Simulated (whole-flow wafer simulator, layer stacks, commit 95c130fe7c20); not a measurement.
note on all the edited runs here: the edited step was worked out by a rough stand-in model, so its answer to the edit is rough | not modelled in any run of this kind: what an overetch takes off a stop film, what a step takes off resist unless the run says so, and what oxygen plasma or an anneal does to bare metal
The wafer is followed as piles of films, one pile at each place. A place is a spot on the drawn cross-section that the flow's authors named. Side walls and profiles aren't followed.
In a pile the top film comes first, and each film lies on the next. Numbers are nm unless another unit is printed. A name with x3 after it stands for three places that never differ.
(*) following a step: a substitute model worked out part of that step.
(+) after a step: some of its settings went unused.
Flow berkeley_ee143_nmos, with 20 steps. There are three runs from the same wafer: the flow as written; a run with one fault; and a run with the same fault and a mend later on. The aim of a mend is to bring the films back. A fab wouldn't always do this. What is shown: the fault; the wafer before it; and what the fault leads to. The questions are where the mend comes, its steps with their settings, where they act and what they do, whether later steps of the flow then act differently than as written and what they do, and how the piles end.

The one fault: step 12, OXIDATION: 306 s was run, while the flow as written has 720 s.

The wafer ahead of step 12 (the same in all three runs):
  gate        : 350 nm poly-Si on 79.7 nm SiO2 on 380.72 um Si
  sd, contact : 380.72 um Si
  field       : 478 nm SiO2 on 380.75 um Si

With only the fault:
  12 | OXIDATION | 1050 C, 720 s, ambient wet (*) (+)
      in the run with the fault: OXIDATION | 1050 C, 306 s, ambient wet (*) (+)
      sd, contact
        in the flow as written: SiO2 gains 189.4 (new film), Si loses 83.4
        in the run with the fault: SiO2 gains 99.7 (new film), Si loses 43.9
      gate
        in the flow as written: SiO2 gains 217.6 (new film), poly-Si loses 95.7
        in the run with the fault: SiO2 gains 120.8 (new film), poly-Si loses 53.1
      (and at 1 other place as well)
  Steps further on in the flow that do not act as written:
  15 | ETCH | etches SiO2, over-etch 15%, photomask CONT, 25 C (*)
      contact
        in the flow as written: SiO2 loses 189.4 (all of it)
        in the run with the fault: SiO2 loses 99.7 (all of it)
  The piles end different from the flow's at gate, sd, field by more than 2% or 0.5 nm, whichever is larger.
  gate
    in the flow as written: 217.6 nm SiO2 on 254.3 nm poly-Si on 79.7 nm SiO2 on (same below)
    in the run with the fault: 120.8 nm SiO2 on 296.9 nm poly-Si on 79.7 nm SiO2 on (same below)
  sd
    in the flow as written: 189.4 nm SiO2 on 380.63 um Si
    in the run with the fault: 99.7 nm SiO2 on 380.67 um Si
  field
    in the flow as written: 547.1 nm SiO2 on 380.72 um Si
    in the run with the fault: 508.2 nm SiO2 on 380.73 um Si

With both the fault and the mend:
  The mend follows step 12.
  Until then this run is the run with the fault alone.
  12a | OXIDATION | 1050 C, 414 s, ambient wet (*) (+) (the flow's step 12, run once more with other settings)
      sd, contact
        SiO2 gains 89.8, Si loses 39.5
      gate
        SiO2 gains 96.8, poly-Si loses 42.6
      field
        SiO2 gains 38.9, Si loses 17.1
  None of the later steps of the flow acts differently than as written at any place that is followed.
  The piles end the same as the flow's at every place that both follow.
